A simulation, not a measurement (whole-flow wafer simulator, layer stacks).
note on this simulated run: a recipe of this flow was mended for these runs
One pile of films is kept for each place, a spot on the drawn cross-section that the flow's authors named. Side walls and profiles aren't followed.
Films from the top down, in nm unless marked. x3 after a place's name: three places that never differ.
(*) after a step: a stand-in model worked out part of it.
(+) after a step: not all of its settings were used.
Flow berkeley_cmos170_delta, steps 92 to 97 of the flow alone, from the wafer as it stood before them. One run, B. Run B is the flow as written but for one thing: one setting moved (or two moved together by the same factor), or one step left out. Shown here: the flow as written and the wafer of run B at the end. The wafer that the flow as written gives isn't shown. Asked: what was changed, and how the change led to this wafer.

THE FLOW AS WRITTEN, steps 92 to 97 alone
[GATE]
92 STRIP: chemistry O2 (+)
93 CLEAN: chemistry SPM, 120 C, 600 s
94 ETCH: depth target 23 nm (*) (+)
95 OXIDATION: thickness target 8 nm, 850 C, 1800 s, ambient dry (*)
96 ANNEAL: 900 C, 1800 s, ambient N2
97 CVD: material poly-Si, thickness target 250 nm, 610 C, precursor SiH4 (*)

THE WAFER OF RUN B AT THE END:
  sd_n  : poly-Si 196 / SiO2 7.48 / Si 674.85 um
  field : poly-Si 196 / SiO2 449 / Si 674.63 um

The cause: step 97, CVD: thickness target 196 nm was run, where the flow has thickness target 250 nm.
It can be read off the wafer: sd_n has poly-Si 196, and step 97 as written asks for 250 nm.

How the change led to this, step by step:
  97 CVD: material poly-Si, thickness target 250 nm, 610 C, precursor SiH4 (*)
      field, sd_n, spacer_n, gate, sd_p, spacer_p x2, contact, m1: poly-Si +196 (new film) (as written it would be: poly-Si +250 (new film))
